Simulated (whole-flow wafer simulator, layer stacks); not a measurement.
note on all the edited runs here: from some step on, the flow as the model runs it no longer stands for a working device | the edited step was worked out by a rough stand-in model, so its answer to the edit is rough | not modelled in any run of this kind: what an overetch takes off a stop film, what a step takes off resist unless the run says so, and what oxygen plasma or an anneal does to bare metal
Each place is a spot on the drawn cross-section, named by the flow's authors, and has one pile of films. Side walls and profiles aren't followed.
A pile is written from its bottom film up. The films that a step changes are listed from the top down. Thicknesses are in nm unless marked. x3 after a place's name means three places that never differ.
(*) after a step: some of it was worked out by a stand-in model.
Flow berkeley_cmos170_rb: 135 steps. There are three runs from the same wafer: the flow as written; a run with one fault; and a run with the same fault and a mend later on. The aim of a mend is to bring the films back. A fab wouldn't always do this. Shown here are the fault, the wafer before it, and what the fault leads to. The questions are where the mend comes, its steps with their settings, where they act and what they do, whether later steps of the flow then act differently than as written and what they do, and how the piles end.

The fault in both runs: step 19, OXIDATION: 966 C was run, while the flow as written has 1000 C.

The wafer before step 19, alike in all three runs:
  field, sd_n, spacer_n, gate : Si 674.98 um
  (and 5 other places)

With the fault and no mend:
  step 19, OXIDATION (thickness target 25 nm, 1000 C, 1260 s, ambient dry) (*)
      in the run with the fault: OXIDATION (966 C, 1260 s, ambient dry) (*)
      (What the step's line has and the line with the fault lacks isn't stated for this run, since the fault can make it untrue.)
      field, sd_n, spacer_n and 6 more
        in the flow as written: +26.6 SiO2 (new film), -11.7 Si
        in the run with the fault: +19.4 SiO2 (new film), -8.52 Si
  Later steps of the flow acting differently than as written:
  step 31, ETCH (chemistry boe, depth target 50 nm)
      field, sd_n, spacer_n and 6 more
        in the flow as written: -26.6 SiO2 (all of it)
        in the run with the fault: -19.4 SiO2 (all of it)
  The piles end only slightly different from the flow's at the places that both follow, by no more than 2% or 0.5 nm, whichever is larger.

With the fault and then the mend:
  After step 20 comes the mend.
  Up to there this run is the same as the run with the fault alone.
  step 20a, OXIDATION (1000 C, 451 s, ambient dry) (*) (a further turn of the flow's step 19, with different settings)
      field, sd_n, spacer_n and 6 more
        +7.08 SiO2, -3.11 Si
  Every later step of the flow that is run acts as written, at every place that is followed, to within 2% or 0.5 nm, whichever is larger.
  By the end, the piles equal the flow's at every place that both follow.
